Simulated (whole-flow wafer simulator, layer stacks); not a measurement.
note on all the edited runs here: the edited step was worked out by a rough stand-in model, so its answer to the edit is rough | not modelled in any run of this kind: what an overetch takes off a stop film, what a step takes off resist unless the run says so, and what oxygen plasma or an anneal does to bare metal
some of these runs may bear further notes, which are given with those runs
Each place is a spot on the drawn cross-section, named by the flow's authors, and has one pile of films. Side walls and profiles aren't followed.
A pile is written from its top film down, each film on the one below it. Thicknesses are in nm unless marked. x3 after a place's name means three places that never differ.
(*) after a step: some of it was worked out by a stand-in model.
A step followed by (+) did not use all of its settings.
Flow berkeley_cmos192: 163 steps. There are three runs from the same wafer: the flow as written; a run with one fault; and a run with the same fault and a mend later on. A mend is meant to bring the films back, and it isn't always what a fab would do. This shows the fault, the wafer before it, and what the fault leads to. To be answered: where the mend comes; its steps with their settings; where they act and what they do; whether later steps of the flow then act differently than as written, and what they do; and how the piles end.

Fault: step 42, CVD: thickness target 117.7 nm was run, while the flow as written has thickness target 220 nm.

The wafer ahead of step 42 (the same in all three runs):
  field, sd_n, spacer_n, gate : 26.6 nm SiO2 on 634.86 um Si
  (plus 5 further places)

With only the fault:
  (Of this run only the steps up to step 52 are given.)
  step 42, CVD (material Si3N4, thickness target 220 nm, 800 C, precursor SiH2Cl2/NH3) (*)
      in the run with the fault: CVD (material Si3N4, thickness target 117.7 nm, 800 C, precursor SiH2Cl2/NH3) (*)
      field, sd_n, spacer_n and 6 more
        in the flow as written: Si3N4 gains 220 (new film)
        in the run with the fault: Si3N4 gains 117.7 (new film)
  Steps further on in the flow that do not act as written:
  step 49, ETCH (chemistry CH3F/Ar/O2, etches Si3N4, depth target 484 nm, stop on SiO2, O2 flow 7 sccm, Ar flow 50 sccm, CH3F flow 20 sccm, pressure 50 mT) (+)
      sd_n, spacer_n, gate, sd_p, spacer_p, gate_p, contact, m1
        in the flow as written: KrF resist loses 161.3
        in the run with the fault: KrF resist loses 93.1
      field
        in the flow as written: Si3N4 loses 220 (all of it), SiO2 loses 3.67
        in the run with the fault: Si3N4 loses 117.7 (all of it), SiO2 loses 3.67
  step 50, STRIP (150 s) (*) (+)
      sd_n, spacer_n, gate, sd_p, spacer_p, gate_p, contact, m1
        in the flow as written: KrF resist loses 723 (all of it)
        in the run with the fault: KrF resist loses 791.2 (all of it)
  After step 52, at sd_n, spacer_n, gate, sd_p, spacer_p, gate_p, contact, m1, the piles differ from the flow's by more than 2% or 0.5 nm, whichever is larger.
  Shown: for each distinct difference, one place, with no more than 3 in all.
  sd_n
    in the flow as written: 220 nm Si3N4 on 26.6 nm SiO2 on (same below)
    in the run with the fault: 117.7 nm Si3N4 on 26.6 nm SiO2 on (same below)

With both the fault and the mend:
  After step 42 comes the mend.
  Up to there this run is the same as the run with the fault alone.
  step 42a, ETCH (chemistry h3po4, depth target 135.4 nm)
      field, sd_n, spacer_n and 6 more
        Si3N4 loses 117.7 (all of it)
  step 42b, CLEAN (chemistry SPM) (the flow's step 34 again)
      does not change any film at any place that is followed
  step 42c, CVD (material Si3N4, thickness target 220 nm, 800 C, precursor SiH2Cl2/NH3) (*) (the flow's step 42 again)
      field, sd_n, spacer_n and 6 more
        Si3N4 gains 220 (new film)
  None of the later steps of the flow acts differently than as written at any place that is followed.
  The piles end the same as the flow's at every place that both follow.
